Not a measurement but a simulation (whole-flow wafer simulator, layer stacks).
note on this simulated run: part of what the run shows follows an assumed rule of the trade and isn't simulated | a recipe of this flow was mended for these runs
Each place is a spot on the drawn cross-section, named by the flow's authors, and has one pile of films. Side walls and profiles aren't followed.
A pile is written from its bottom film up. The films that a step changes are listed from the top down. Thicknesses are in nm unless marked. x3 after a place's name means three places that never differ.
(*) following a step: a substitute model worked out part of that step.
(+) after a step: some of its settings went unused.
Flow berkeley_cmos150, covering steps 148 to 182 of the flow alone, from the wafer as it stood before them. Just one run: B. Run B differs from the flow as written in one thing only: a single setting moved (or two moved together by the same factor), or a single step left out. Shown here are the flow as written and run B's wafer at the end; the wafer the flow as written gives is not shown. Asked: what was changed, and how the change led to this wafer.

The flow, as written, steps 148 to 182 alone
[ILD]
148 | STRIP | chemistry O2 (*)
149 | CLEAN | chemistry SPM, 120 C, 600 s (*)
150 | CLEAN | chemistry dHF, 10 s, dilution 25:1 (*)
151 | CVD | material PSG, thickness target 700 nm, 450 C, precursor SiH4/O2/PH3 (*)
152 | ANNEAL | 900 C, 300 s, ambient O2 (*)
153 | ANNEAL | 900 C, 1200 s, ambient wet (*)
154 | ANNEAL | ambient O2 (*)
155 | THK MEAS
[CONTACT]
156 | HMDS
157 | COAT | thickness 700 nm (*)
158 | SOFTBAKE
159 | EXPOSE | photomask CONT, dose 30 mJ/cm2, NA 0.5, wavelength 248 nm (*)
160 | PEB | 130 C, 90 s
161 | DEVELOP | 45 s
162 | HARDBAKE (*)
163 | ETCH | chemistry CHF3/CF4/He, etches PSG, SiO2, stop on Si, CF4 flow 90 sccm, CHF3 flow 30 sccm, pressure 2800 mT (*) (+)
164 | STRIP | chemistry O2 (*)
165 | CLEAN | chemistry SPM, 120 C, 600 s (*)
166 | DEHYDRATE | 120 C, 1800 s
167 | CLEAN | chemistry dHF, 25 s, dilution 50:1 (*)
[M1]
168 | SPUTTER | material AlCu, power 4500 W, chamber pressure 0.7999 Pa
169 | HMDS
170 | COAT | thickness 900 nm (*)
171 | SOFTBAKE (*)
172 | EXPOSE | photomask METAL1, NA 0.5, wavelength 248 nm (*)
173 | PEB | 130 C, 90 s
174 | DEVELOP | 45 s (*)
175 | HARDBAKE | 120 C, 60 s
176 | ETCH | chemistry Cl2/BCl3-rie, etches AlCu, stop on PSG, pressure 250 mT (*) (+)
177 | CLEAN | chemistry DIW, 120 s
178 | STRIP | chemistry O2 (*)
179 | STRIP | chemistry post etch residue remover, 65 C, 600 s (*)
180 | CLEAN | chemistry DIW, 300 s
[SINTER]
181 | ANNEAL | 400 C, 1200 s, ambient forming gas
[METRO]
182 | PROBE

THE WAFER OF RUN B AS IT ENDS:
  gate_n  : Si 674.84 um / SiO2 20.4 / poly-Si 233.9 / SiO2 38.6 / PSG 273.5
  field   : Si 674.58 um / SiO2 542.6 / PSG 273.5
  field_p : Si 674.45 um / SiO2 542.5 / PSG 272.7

Cause: step 151, CVD: thickness target 350 nm was run, whereas the flow has thickness target 700 nm.

Step by step, how the change led to this:
  151 | CVD | material PSG, thickness target 700 nm, 450 C, precursor SiH4/O2/PH3 (*)
      field, field_p, sd_n, gate_n, gate_p, contact, m1: +350 PSG (new film) (it would be, as written: +700 PSG (new film))
      sd_p: +324.8 PSG (new film) (it would be, as written: +639.5 PSG (new film))
  153 | ANNEAL | 900 C, 1200 s, ambient wet (*)
      sd_n, contact, m1: -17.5 PSG, +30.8 SiO2, -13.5 Si (it would be, as written: -35 PSG, +22.8 SiO2, -10 Si)
      field, field_p: -17.5 PSG, +20 SiO2, -8.8 Si (it would be, as written: -35 PSG, +16.3 SiO2, -7.15 Si)
      (as well as at 3 more places)
  157 | COAT | thickness 700 nm (*)
      gate_n: +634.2 KrF-resist (new film) (it would be, as written: +650.5 KrF-resist (new film))
      sd_p: +943.8 KrF-resist (new film) (it would be, as written: +1000.3 KrF-resist (new film))
      (as well as at 1 more place)
  163 | ETCH | chemistry CHF3/CF4/He, etches PSG, SiO2, stop on Si, CF4 flow 90 sccm, CHF3 flow 30 sccm, pressure 2800 mT (*) (+)
      field, field_p, sd_n, gate_n, sd_p, gate_p, m1: -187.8 KrF-resist (it would be, as written: -303.7 KrF-resist)
      contact: -332.5 PSG (all of it), -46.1 SiO2 (all of it), -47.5 Si (it would be, as written: -665 PSG (all of it), -38.1 SiO2 (all of it), -47.5 Si)
  164 | STRIP | chemistry O2 (*)
      field: -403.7 KrF-resist (all of it) (it would be, as written: -294.5 KrF-resist (all of it))
      field_p: -503.3 KrF-resist (all of it) (it would be, as written: -397.1 KrF-resist (all of it))
      (as well as at 5 more places)
  168 | SPUTTER | material AlCu, power 4500 W, chamber pressure 0.7999 Pa
      sd_p: +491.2 AlCu (new film) (it would be, as written: +471.4 AlCu (new film))
      contact: +530.9 AlCu (new film) (it would be, as written: +443.6 AlCu (new film))
  170 | COAT | thickness 900 nm (*)
      field: +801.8 thick-KrF-resist (new film) (it would be, as written: +782.6 thick-KrF-resist (new film))
      sd_n: +996.2 thick-KrF-resist (new film) (it would be, as written: +1135.4 thick-KrF-resist (new film))
      (as well as at 3 more places)
  173 | PEB | 130 C, 90 s
      contact: -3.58 thick-KrF-resist (it would be, as written: -4.56 thick-KrF-resist)
  174 | DEVELOP | 45 s (*)
      field: -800 thick-KrF-resist (all of it), -10 AlCu (it would be, as written: -780.8 thick-KrF-resist (all of it), -10 AlCu)
      sd_n: -993.8 thick-KrF-resist (all of it), -10 AlCu (it would be, as written: -1132.6 thick-KrF-resist (all of it), -10 AlCu)
      (as well as at 1 more place)
  175 | HARDBAKE | 120 C, 60 s
      contact: -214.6 thick-KrF-resist (it would be, as written: -263.1 thick-KrF-resist)
      m1: -153.1 thick-KrF-resist (it would be, as written: -148.2 thick-KrF-resist)
  176 | ETCH | chemistry Cl2/BCl3-rie, etches AlCu, stop on PSG, pressure 250 mT (*) (+)
      sd_p: -481.2 AlCu (all of it), -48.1 PSG (it would be, as written: -461.4 AlCu (all of it), -50.6 PSG)
  178 | STRIP | chemistry O2 (*)
      contact: -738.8 thick-KrF-resist (all of it) (it would be, as written: -1006.2 thick-KrF-resist (all of it))
      m1: -400.9 thick-KrF-resist (all of it) (it would be, as written: -373.8 thick-KrF-resist (all of it))
